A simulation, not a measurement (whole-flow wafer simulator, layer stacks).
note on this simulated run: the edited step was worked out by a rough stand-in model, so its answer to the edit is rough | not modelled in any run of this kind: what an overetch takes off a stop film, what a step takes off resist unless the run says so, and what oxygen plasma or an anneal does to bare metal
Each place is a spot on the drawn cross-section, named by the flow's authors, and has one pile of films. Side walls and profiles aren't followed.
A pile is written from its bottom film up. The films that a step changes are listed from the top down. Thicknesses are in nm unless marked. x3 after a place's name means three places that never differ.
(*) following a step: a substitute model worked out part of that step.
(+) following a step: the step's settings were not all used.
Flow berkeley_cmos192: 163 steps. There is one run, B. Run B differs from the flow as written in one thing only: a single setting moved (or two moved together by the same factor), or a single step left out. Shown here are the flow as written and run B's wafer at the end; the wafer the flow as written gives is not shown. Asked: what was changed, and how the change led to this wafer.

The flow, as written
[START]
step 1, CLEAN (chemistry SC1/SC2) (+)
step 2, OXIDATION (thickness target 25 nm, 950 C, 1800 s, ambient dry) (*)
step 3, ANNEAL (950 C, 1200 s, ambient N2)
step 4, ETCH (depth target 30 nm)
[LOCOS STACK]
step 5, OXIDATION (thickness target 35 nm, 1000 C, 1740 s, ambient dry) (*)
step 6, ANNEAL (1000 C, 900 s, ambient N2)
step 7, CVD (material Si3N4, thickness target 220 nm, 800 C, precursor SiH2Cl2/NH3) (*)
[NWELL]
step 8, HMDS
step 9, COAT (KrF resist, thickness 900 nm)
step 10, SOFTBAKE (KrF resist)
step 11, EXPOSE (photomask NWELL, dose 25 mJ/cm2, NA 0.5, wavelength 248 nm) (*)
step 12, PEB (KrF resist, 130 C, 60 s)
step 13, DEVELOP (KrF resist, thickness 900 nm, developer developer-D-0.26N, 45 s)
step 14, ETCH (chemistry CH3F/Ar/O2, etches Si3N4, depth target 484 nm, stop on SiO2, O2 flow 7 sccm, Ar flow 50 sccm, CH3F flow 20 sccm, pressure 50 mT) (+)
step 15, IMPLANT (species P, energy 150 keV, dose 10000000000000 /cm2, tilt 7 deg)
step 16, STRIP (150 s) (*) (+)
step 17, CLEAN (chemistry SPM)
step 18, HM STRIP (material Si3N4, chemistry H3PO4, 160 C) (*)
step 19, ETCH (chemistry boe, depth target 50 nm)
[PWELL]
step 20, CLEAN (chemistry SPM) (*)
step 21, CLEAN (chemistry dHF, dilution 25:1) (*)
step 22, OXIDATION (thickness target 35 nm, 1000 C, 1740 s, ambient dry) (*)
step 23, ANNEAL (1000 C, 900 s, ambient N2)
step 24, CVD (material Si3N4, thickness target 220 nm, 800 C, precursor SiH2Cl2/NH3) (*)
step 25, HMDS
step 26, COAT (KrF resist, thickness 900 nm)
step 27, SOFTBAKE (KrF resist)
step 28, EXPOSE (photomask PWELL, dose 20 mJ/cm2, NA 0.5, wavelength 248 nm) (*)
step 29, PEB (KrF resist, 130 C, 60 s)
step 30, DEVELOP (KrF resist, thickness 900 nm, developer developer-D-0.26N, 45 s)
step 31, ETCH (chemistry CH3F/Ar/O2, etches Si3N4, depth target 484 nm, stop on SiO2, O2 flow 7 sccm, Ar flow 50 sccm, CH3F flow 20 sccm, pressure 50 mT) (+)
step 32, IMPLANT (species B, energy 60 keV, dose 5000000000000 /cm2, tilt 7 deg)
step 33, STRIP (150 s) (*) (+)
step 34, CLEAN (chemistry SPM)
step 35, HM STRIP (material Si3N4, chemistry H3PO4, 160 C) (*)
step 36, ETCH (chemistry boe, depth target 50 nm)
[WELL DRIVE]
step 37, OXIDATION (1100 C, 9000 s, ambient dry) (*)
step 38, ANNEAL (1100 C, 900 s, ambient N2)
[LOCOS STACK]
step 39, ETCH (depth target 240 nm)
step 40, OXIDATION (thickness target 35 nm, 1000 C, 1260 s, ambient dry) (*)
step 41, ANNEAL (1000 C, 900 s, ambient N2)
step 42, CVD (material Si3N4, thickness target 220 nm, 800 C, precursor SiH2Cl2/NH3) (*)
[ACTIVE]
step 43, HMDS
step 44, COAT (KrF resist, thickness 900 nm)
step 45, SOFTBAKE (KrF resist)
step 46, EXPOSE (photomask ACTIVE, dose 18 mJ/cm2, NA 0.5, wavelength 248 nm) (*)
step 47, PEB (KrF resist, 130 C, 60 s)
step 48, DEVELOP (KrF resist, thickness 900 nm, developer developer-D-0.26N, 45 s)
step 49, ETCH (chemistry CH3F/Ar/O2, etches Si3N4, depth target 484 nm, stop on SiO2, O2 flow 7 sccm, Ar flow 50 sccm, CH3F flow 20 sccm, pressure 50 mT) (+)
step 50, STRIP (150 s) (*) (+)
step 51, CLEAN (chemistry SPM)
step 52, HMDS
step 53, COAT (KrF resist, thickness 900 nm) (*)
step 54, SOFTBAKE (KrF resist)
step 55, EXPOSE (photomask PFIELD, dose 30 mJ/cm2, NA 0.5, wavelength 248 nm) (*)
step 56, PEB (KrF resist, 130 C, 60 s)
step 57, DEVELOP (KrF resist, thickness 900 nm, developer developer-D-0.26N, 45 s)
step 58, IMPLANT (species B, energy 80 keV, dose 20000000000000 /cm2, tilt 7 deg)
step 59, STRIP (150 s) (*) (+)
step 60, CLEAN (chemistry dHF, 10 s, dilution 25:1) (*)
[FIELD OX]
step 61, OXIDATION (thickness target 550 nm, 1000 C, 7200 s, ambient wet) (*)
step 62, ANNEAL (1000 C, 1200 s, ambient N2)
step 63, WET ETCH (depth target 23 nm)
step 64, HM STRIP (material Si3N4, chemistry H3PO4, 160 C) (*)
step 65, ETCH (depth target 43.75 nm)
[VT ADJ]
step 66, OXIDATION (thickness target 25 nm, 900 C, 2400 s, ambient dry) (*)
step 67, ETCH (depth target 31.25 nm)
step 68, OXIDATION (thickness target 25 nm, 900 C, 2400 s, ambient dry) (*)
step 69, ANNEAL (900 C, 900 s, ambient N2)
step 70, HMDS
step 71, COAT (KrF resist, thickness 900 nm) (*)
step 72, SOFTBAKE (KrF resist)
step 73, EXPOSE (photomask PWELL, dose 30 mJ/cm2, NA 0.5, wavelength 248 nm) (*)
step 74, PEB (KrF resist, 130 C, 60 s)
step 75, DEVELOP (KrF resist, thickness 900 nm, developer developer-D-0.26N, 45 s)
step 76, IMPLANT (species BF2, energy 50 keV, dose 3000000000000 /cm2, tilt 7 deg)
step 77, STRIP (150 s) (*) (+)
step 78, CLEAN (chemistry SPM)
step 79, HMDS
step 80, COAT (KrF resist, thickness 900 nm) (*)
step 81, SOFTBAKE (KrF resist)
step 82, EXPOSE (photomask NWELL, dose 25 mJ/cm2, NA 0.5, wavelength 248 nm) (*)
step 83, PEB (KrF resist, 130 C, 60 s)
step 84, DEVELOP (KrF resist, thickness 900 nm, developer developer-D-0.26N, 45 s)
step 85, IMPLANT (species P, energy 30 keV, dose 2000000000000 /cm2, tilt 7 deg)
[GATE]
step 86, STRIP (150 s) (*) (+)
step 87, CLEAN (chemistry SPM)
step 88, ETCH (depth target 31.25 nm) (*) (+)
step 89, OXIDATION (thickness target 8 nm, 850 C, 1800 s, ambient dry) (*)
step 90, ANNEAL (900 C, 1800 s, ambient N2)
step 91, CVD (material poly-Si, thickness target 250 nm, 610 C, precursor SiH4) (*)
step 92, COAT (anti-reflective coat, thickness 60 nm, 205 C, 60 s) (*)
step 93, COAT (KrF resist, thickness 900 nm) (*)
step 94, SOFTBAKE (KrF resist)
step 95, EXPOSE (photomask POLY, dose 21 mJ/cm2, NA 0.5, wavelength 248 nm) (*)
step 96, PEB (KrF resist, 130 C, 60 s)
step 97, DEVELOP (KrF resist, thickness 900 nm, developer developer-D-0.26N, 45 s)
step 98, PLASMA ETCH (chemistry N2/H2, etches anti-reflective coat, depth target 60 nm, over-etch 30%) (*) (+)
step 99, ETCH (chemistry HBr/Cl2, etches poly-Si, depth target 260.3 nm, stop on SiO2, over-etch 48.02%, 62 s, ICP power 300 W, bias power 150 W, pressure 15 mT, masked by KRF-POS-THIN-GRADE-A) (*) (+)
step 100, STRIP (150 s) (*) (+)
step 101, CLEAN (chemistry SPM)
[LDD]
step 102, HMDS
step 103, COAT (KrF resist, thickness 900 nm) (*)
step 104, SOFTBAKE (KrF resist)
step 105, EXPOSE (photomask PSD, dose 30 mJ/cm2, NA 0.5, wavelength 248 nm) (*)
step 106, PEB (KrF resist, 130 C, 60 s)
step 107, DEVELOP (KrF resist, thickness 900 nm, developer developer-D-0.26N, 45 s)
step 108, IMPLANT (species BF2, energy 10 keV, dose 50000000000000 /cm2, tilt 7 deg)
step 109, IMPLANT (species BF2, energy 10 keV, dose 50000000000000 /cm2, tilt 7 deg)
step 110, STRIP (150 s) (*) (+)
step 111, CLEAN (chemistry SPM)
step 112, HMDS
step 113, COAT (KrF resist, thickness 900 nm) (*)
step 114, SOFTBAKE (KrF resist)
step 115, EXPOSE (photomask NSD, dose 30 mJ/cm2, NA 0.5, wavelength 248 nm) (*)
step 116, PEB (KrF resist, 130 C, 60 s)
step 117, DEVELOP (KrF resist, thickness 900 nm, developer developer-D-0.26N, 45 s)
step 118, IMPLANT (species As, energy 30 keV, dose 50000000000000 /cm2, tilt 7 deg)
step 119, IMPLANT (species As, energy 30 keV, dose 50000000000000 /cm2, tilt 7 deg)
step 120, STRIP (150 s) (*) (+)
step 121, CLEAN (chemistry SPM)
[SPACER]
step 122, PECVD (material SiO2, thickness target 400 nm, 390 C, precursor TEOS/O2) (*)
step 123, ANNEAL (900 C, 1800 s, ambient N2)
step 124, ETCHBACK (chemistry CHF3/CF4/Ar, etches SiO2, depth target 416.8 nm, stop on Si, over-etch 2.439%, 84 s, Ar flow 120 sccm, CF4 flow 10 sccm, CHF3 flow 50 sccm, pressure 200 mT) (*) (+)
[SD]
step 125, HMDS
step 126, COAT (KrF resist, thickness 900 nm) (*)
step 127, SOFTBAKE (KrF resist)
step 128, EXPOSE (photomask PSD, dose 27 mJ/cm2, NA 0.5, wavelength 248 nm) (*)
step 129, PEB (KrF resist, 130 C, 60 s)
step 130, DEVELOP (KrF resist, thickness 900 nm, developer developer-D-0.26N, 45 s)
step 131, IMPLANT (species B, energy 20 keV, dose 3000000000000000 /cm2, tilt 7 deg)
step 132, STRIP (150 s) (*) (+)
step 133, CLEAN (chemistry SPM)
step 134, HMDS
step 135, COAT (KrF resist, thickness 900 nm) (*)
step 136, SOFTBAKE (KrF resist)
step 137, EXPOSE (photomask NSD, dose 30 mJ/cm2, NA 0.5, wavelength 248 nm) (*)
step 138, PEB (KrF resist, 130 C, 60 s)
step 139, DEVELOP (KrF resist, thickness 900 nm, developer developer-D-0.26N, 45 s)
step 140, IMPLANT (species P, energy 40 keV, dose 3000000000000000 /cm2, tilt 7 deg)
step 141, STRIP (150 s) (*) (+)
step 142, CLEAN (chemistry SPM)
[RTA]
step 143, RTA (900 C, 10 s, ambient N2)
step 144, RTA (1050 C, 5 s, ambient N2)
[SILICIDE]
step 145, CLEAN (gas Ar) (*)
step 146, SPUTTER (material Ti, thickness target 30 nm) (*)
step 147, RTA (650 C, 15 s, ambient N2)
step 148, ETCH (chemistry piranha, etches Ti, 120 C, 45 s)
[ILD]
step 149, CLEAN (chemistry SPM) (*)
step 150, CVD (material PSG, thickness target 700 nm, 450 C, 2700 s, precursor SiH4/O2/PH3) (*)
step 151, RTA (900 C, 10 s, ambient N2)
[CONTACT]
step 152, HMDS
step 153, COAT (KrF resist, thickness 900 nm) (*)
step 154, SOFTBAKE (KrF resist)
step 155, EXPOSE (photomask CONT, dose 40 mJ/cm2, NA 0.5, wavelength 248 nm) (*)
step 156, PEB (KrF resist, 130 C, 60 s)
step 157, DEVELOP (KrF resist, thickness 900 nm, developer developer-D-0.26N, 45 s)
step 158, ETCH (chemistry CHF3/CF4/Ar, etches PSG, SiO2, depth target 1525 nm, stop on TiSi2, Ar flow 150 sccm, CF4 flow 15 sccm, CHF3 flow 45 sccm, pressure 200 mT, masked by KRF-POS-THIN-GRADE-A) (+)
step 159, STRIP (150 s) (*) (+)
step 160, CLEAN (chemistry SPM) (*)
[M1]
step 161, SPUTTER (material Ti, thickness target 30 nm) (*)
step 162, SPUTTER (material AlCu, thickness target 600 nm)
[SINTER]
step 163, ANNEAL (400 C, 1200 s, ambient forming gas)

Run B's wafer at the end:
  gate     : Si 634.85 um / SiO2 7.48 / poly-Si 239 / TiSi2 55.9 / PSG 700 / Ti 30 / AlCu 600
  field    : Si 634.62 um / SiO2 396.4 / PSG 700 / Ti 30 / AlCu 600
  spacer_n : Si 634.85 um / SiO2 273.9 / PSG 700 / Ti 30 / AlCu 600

What caused this: step 91, CVD: thickness target 298 nm was run, whereas the flow has thickness target 250 nm.

The path from the change to this, step by step:
  step 91, CVD (material poly-Si, thickness target 250 nm, 610 C, precursor SiH4) (*)
      field, sd_n, spacer_n and 6 more: +298 poly-Si (new film) (it would be, as written: +250 poly-Si (new film))
  step 92, COAT (anti-reflective coat, thickness 60 nm, 205 C, 60 s) (*)
      contact: +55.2 anti-reflective coat (new film) (it would be, as written: +54 anti-reflective coat (new film))
  step 98, PLASMA ETCH (chemistry N2/H2, etches anti-reflective coat, depth target 60 nm, over-etch 30%) (*) (+)
      contact: -55.2 anti-reflective coat (all of it), -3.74 poly-Si (it would be, as written: -54 anti-reflective coat (all of it), -3.7 poly-Si)
  step 99, ETCH (chemistry HBr/Cl2, etches poly-Si, depth target 260.3 nm, stop on SiO2, over-etch 48.02%, 62 s, ICP power 300 W, bias power 150 W, pressure 15 mT, masked by KRF-POS-THIN-GRADE-A) (*) (+)
      spacer_n, spacer_p: -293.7 poly-Si (all of it), -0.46 SiO2 (it would be, as written: -245.8 poly-Si (all of it), -1.74 SiO2)
      field: -293.8 poly-Si (all of it), -0.46 SiO2 (it would be, as written: -245.8 poly-Si (all of it), -1.74 SiO2)
      (and at 4 other places as well)
  step 103, COAT (KrF resist, thickness 900 nm) (*)
      gate: +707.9 KrF resist (new film) (it would be, as written: +748 KrF resist (new film))
      gate_p: +704 KrF resist (new film) (it would be, as written: +744.1 KrF resist (new film))
  step 107, DEVELOP (KrF resist, thickness 900 nm, developer developer-D-0.26N, 45 s)
      gate_p: -702.9 KrF resist (all of it) (it would be, as written: -742.9 KrF resist (all of it))
  step 110, STRIP (150 s) (*) (+)
      gate: -692.6 KrF resist (all of it), +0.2 chemical SiO2, -0.09 poly-Si (it would be, as written: -732.7 KrF resist (all of it), +0.2 chemical SiO2, -0.09 poly-Si)
  step 113, COAT (KrF resist, thickness 900 nm) (*)
      gate: +707.8 KrF resist (new film) (it would be, as written: +747.9 KrF resist (new film))
      gate_p: +703.8 KrF resist (new film) (it would be, as written: +743.9 KrF resist (new film))
  step 117, DEVELOP (KrF resist, thickness 900 nm, developer developer-D-0.26N, 45 s)
      gate: -706.7 KrF resist (all of it) (it would be, as written: -746.8 KrF resist (all of it))
  step 120, STRIP (150 s) (*) (+)
      gate_p: -688.6 KrF resist (all of it), +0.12 chemical SiO2, -0.05 poly-Si (it would be, as written: -728.6 KrF resist (all of it), +0.12 chemical SiO2, -0.05 poly-Si)
  step 124, ETCHBACK (chemistry CHF3/CF4/Ar, etches SiO2, depth target 416.8 nm, stop on Si, over-etch 2.439%, 84 s, Ar flow 120 sccm, CF4 flow 10 sccm, CHF3 flow 50 sccm, pressure 200 mT) (*) (+)
      spacer_n: -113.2 SiO2 (it would be, as written: -160 SiO2)
      spacer_p: -113.2 SiO2 (it would be, as written: -159.9 SiO2)
  step 126, COAT (KrF resist, thickness 900 nm) (*)
      spacer_n: +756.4 KrF resist (new film) (it would be, as written: +791.6 KrF resist (new film))
      gate: +737.1 KrF resist (new film) (it would be, as written: +771.5 KrF resist (new film))
      (and at 2 other places as well)
  step 130, DEVELOP (KrF resist, thickness 900 nm, developer developer-D-0.26N, 45 s)
      spacer_p: -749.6 KrF resist (all of it) (it would be, as written: -784.6 KrF resist (all of it))
      gate_p: -730.1 KrF resist (all of it) (it would be, as written: -764.3 KrF resist (all of it))
  step 132, STRIP (150 s) (*) (+)
      spacer_n: -741 KrF resist (all of it) (it would be, as written: -776.1 KrF resist (all of it))
      gate: +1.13 chemical SiO2 (new film), -721.8 KrF resist (all of it), -0.5 poly-Si (it would be, as written: +1.13 chemical SiO2 (new film), -756.1 KrF resist (all of it), -0.5 poly-Si)
  step 135, COAT (KrF resist, thickness 900 nm) (*)
      spacer_n: +756.7 KrF resist (new film) (it would be, as written: +791.1 KrF resist (new film))
      gate: +736.8 KrF resist (new film) (it would be, as written: +770.3 KrF resist (new film))
      (and at 2 other places as well)
  step 139, DEVELOP (KrF resist, thickness 900 nm, developer developer-D-0.26N, 45 s)
      spacer_n: -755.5 KrF resist (all of it) (it would be, as written: -789.9 KrF resist (all of it))
      gate: -735.6 KrF resist (all of it) (it would be, as written: -769.1 KrF resist (all of it))
  ... another 2 steps ...
  step 159, STRIP (150 s) (*) (+)
      spacer_n: -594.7 KrF resist (all of it) (it would be, as written: -620.3 KrF resist (all of it))
      gate: -577.6 KrF resist (all of it) (it would be, as written: -600.1 KrF resist (all of it))
      (and at 2 other places as well)
